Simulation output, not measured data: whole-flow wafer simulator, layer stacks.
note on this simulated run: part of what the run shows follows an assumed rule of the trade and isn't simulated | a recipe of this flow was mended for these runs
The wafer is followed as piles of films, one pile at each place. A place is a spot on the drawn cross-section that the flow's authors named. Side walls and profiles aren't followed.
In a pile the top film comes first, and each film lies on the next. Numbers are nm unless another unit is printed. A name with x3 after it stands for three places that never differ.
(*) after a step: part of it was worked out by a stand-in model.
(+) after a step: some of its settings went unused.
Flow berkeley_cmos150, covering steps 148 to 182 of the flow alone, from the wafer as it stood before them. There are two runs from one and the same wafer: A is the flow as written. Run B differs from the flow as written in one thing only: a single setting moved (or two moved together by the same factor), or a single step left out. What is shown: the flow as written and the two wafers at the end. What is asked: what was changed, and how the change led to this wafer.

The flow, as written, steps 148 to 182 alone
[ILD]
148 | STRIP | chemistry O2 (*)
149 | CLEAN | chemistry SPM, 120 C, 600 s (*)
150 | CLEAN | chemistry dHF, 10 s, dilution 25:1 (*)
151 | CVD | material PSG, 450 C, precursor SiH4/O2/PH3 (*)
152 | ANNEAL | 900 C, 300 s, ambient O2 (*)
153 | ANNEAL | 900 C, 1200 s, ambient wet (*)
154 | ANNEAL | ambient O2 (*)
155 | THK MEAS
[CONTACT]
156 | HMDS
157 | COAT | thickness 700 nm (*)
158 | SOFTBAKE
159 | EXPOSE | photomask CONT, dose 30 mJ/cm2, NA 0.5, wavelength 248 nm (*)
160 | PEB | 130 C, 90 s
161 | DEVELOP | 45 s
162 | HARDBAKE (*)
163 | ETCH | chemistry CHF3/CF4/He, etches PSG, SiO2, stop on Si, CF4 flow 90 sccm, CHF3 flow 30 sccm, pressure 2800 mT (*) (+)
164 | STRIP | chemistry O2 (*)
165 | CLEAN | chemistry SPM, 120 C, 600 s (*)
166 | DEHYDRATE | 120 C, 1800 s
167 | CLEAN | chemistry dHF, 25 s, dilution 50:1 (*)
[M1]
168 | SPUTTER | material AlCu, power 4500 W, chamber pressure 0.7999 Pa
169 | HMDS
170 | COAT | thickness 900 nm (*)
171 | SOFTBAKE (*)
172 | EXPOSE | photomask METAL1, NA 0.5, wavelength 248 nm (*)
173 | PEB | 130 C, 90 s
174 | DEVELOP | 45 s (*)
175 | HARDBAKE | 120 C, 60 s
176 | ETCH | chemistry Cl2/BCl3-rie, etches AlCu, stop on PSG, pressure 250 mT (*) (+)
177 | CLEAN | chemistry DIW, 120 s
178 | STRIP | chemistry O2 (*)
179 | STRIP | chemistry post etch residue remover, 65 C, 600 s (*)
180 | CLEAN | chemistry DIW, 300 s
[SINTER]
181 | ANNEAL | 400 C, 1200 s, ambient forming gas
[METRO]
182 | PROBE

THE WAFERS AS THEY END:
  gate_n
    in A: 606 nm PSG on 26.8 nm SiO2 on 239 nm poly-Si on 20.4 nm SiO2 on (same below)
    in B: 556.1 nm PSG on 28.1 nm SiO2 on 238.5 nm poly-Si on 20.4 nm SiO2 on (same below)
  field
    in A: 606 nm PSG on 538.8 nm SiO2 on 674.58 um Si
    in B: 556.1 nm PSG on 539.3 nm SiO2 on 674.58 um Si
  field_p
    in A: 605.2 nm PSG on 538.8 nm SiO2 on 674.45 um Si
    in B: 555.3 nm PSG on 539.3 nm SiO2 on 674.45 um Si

What caused this: step 151, CVD: 438 C was run, whereas the flow has 450 C.

The path from the change to this, step by step:
  151 | CVD | material PSG, 450 C, precursor SiH4/O2/PH3 (*)
      field, field_p, sd_n, gate_n, gate_p, contact, m1: A +700 PSG (new film) | B +647.5 PSG (new film)
      sd_p: A +639.5 PSG (new film) | B +593 PSG (new film)
  153 | ANNEAL | 900 C, 1200 s, ambient wet (*)
      sd_n, contact, m1: A -35 PSG, +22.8 SiO2, -10 Si | B -32.4 PSG, +23.7 SiO2, -10.4 Si
      field, field_p: A -35 PSG, +16.3 SiO2, -7.15 Si | B -32.4 PSG, +16.7 SiO2, -7.36 Si
      (also at 3 further places)
  163 | ETCH | chemistry CHF3/CF4/He, etches PSG, SiO2, stop on Si, CF4 flow 90 sccm, CHF3 flow 30 sccm, pressure 2800 mT (*) (+)
      field, field_p, sd_n, gate_n, sd_p, gate_p, m1: A -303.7 KrF-resist | B -286.2 KrF-resist
      contact: A -665 PSG (all of it), -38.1 SiO2 (all of it), -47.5 Si | B -615.2 PSG (all of it), -39 SiO2 (all of it), -47.5 Si
  164 | STRIP | chemistry O2 (*)
      field: A -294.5 KrF-resist (all of it) | B -311.5 KrF-resist (all of it)
      field_p: A -397.1 KrF-resist (all of it) | B -413.2 KrF-resist (all of it)
      (also at 4 further places)
  168 | SPUTTER | material AlCu, power 4500 W, chamber pressure 0.7999 Pa
      contact: A +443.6 AlCu (new film) | B +455.4 AlCu (new film)
  170 | COAT | thickness 900 nm (*)
      contact: A +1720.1 thick-KrF-resist (new film) | B +1674.3 thick-KrF-resist (new film)
  175 | HARDBAKE | 120 C, 60 s
      contact: A -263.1 thick-KrF-resist | B -256.1 thick-KrF-resist
  178 | STRIP | chemistry O2 (*)
      contact: A -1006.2 thick-KrF-resist (all of it) | B -967.5 thick-KrF-resist (all of it)
